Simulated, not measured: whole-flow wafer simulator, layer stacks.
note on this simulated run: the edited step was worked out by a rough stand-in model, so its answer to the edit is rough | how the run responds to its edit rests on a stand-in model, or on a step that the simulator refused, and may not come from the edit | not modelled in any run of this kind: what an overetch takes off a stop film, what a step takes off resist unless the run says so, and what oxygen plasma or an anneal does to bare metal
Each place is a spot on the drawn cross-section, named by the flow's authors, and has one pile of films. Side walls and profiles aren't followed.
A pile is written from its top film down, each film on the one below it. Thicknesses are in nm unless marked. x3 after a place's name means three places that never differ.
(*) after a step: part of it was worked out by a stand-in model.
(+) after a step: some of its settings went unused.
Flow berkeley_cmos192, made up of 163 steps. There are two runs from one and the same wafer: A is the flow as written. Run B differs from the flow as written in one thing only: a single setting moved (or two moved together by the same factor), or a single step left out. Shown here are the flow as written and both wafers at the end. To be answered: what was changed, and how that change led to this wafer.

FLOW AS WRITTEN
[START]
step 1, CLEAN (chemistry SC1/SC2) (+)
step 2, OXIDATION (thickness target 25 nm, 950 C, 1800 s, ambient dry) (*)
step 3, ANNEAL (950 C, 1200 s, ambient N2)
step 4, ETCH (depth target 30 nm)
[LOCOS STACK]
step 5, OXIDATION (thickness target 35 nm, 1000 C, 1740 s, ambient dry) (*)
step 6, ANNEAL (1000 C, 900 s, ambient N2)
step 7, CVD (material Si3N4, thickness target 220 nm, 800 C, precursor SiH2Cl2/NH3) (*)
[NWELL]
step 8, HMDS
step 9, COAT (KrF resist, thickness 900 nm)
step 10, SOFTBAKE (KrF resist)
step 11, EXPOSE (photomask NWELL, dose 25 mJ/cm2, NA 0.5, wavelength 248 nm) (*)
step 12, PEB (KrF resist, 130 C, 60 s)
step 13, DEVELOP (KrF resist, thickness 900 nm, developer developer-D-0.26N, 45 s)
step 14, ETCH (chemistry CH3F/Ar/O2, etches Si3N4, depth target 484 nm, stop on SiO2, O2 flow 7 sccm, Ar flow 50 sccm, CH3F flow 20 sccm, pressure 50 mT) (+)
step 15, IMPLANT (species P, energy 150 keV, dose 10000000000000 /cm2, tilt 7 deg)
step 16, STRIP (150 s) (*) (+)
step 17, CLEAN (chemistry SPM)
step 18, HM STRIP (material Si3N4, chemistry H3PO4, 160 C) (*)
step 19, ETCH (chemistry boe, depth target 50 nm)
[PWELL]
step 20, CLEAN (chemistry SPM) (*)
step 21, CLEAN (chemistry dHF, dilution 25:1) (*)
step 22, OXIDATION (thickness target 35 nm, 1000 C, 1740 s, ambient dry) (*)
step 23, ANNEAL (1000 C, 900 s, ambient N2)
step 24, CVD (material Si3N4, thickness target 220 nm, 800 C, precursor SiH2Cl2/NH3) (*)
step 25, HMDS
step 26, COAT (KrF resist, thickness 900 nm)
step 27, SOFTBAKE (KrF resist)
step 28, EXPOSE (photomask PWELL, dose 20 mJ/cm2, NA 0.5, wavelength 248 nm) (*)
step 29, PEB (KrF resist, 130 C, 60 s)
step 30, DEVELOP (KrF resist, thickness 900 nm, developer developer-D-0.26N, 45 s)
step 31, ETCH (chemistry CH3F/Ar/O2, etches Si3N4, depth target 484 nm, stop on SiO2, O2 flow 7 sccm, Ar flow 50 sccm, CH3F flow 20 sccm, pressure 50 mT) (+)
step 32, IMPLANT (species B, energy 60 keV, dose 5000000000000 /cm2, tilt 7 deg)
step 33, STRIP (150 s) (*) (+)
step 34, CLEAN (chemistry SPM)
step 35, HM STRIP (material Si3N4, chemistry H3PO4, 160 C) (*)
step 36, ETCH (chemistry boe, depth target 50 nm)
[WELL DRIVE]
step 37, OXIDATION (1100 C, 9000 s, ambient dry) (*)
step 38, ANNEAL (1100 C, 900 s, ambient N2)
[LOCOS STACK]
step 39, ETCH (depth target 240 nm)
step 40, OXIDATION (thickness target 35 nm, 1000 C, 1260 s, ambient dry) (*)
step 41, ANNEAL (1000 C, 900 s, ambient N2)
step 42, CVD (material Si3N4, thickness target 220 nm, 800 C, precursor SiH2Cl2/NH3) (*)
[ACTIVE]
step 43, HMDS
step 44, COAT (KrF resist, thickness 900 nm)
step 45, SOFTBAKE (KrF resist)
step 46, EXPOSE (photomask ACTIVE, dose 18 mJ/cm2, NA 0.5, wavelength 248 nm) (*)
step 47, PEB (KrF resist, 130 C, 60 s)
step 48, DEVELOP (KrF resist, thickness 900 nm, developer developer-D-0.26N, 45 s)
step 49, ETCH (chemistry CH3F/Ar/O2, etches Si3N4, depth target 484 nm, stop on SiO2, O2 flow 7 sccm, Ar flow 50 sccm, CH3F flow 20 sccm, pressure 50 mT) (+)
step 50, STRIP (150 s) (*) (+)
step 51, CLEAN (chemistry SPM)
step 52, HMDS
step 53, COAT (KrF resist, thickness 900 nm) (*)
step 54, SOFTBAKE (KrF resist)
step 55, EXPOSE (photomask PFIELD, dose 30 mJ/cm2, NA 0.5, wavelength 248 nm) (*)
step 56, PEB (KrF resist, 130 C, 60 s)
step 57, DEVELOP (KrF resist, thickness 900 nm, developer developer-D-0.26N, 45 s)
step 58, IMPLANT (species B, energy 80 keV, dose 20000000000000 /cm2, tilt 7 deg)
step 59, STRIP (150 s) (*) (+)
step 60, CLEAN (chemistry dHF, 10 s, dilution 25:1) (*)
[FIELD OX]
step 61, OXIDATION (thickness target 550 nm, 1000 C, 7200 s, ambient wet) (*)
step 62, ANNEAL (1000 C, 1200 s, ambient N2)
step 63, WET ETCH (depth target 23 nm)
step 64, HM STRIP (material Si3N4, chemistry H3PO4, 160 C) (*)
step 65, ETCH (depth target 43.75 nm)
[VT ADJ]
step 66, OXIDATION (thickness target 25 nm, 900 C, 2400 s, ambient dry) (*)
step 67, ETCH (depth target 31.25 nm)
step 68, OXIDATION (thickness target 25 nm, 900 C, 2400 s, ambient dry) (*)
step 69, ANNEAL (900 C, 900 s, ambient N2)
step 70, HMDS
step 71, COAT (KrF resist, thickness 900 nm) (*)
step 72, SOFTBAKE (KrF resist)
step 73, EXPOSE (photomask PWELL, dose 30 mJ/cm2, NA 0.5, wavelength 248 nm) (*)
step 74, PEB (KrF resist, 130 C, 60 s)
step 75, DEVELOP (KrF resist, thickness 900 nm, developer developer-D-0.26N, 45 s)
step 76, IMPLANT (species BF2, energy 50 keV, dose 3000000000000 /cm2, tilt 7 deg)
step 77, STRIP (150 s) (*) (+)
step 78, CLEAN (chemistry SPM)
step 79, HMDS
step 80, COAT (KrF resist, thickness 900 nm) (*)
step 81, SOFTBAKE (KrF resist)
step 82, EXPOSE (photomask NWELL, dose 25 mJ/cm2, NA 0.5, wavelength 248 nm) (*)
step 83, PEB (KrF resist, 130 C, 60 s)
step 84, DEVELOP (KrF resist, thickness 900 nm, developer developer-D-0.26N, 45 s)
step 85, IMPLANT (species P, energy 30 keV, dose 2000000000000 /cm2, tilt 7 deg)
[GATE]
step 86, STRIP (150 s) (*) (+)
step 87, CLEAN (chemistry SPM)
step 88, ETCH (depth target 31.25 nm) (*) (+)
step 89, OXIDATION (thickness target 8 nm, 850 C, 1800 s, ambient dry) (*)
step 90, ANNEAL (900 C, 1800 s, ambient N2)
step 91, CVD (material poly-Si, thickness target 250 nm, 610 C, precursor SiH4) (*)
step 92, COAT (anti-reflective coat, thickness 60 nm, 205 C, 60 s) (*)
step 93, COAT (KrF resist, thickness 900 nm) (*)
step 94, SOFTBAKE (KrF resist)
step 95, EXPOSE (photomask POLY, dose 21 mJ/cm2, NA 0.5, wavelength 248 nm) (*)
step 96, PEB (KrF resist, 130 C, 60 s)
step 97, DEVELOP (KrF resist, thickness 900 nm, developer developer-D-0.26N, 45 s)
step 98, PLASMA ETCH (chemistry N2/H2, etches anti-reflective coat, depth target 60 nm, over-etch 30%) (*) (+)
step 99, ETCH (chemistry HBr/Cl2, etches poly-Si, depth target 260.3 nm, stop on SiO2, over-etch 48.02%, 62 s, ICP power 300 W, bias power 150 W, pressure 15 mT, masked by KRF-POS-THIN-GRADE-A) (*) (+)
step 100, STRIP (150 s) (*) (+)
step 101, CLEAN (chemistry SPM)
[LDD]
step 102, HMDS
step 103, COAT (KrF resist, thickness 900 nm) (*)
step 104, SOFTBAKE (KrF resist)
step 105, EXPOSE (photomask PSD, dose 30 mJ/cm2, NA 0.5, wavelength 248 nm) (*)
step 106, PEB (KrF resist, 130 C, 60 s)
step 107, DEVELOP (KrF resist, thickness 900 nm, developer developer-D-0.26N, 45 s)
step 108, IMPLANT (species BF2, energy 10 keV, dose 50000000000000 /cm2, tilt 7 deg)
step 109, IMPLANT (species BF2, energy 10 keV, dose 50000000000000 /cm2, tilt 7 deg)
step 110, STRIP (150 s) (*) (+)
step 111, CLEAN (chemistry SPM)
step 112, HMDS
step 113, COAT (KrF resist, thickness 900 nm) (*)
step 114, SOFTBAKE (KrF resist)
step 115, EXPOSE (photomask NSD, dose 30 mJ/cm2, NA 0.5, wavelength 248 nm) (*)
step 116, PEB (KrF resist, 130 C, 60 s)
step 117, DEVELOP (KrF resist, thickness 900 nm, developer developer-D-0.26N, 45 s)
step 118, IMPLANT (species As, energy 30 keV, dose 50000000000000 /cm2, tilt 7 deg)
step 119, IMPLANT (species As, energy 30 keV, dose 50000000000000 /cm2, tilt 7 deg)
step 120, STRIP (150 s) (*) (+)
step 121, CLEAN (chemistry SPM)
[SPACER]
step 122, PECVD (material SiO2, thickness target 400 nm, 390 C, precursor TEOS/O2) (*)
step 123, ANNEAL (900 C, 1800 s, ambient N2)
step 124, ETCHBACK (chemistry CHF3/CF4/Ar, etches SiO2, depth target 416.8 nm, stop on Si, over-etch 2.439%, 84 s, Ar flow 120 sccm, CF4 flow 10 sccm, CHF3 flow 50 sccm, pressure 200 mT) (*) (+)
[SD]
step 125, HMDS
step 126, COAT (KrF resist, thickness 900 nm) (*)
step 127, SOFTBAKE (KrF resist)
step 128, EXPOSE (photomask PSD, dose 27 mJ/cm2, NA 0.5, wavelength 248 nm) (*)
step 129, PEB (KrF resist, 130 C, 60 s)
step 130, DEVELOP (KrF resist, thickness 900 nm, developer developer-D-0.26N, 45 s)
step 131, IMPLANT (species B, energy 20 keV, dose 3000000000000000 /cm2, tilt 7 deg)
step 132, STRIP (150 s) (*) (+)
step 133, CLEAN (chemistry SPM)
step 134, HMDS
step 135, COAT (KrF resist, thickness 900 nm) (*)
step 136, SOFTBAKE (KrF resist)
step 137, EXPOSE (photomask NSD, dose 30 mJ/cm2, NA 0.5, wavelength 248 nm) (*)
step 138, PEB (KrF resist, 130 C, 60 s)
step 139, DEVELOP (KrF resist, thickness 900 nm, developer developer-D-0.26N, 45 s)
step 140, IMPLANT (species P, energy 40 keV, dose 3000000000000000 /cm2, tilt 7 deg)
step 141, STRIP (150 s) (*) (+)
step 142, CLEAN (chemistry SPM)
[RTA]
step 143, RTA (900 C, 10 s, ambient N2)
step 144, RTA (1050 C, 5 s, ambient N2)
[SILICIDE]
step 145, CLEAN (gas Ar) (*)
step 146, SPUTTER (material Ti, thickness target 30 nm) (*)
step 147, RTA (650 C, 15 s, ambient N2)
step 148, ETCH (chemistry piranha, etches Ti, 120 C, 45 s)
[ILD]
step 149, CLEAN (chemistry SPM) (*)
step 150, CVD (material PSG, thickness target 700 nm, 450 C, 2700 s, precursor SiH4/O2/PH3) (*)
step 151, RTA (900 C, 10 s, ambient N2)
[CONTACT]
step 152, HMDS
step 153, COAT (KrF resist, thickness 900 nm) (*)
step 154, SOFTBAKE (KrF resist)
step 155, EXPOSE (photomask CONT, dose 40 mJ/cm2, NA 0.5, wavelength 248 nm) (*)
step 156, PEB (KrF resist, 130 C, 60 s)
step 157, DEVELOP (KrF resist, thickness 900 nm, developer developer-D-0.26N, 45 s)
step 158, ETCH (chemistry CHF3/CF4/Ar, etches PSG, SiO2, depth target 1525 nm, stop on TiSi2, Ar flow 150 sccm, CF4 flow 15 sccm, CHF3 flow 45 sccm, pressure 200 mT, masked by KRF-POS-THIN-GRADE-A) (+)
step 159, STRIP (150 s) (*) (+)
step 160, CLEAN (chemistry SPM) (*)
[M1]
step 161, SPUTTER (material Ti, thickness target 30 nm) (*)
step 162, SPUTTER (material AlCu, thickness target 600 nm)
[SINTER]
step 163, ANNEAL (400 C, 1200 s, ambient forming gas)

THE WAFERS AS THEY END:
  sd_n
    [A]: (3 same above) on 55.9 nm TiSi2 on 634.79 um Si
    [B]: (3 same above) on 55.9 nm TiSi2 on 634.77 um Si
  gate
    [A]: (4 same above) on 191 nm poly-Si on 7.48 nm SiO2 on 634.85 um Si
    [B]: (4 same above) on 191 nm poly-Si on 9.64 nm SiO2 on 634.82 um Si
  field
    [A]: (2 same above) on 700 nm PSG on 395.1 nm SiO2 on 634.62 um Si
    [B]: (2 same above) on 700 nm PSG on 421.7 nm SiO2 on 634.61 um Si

What caused this: step 40, OXIDATION: 1200 C was run, while the flow as written has 1000 C.

How this came from the change, step by step:
  step 40, OXIDATION (thickness target 35 nm, 1000 C, 1260 s, ambient dry) (*)
      field, sd_n, spacer_n and 6 more: A SiO2 gains 26.6 (new film), Si loses 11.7 | B SiO2 gains 100.7 (new film), Si loses 44.3
  step 61, OXIDATION (thickness target 550 nm, 1000 C, 7200 s, ambient wet) (*)
      sd_n, sd_p: A SiO2 gains 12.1 (new film), Si3N4 loses 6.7, SiO2 gains 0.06, Si loses 0.06 | B SiO2 gains 12.1 (new film), Si3N4 loses 6.7
      gate: A SiO2 gains 12.1 (new film), Si3N4 loses 6.7, SiO2 gains 0.05, Si loses 0.05 | B SiO2 gains 12.1 (new film), Si3N4 loses 6.7
      (and at 1 other place as well)
  step 65, ETCH (depth target 43.75 nm)
      sd_n, spacer_n, gate, sd_p, spacer_p, gate_p, contact, m1: A SiO2 loses 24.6 (all of it) | B SiO2 loses 43.7
  step 66, OXIDATION (thickness target 25 nm, 900 C, 2400 s, ambient dry) (*)
      sd_n, spacer_n, gate, sd_p, spacer_p, gate_p, contact, m1: A SiO2 gains 14.9 (new film), Si loses 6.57 | B SiO2 gains 5.43, Si loses 2.39
  step 67, ETCH (depth target 31.25 nm)
      sd_n, spacer_n, gate, sd_p, spacer_p, gate_p, contact, m1: A SiO2 loses 14.9 (all of it) | B SiO2 loses 31.2
  step 68, OXIDATION (thickness target 25 nm, 900 C, 2400 s, ambient dry) (*)
      sd_n, spacer_n, gate, sd_p, spacer_p, gate_p, contact, m1: A SiO2 gains 14.9 (new film), Si loses 6.57 | B SiO2 gains 6.45, Si loses 2.84
  step 88, ETCH (depth target 31.25 nm) (*) (+)
      sd_n, spacer_n, gate, sd_p, spacer_p, gate_p, contact, m1: A SiO2 loses 14.9 (all of it) | B SiO2 loses 31.2
  step 89, OXIDATION (thickness target 8 nm, 850 C, 1800 s, ambient dry) (*)
      sd_n, spacer_n, gate, sd_p, spacer_p, gate_p, contact, m1: A SiO2 gains 7.48 (new film), Si loses 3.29 | B SiO2 gains 5.34, Si loses 2.35
  step 92, COAT (anti-reflective coat, thickness 60 nm, 205 C, 60 s) (*)
      sd_n: A anti-reflective coat gains 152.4 (new film) | B anti-reflective coat gains 179 (new film)
      spacer_n: A anti-reflective coat gains 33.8 (new film) | B anti-reflective coat gains 25.2 (new film)
      (and at 6 other places as well)
  step 93, COAT (KrF resist, thickness 900 nm) (*)
      spacer_n: A KrF resist gains 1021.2 (new film) | B KrF resist gains 1051.9 (new film)
      gate: A KrF resist gains 1023.8 (new film) | B KrF resist gains 1054 (new film)
  step 97, DEVELOP (KrF resist, thickness 900 nm, developer developer-D-0.26N, 45 s)
      spacer_n: A KrF resist loses 1019.5 (all of it) | B KrF resist loses 1050.2 (all of it)
  step 98, PLASMA ETCH (chemistry N2/H2, etches anti-reflective coat, depth target 60 nm, over-etch 30%) (*) (+)
      field: A anti-reflective coat loses 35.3 (all of it), poly-Si loses 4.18 | B anti-reflective coat loses 35.1 (all of it), poly-Si loses 5.07
      sd_n: A anti-reflective coat loses 152.4 (all of it), poly-Si loses 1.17 | B anti-reflective coat loses 179 (all of it), poly-Si loses 1.38
      (and at 5 other places as well)
  step 100, STRIP (150 s) (*) (+)
      gate: A chemical SiO2 gains 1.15 (new film), KrF resist loses 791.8 (all of it), anti-reflective coat loses 30 (all of it), poly-Si loses 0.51 | B chemical SiO2 gains 1.15 (new film), KrF resist loses 821.9 (all of it), anti-reflective coat loses 21.6 (all of it), poly-Si loses 0.5
      gate_p: A chemical SiO2 gains 1.15 (new film), KrF resist loses 765.1 (all of it), anti-reflective coat loses 31 (all of it), poly-Si loses 0.51 | B chemical SiO2 gains 1.15 (new film), KrF resist loses 784.1 (all of it), anti-reflective coat loses 25.5 (all of it), poly-Si loses 0.5
  step 126, COAT (KrF resist, thickness 900 nm) (*)
      sd_n: A KrF resist gains 999.7 (new film) | B KrF resist gains 1022.8 (new film)
      m1: A KrF resist gains 994.3 (new film) | B KrF resist gains 1014.9 (new film)
  step 132, STRIP (150 s) (*) (+)
      sd_n: A chemical SiO2 gains 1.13 (new film), KrF resist loses 983.9 (all of it), Si loses 0.5 | B chemical SiO2 gains 1.12 (new film), KrF resist loses 1006.9 (all of it), Si loses 0.49
      m1: A chemical SiO2 gains 1.13 (new film), KrF resist loses 978.5 (all of it), Si loses 0.5 | B chemical SiO2 gains 1.12 (new film), KrF resist loses 999.1 (all of it), Si loses 0.49
  step 135, COAT (KrF resist, thickness 900 nm) (*)
      sd_n: A KrF resist gains 999.2 (new film) | B KrF resist gains 1022.4 (new film)
      m1: A KrF resist gains 994 (new film) | B KrF resist gains 1014.6 (new film)
  ... 8 further steps ...
  step 162, SPUTTER (material AlCu, thickness target 600 nm)
      sd_p: A AlCu gains 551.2 (new film) | B AlCu gains 528.7 (new film)
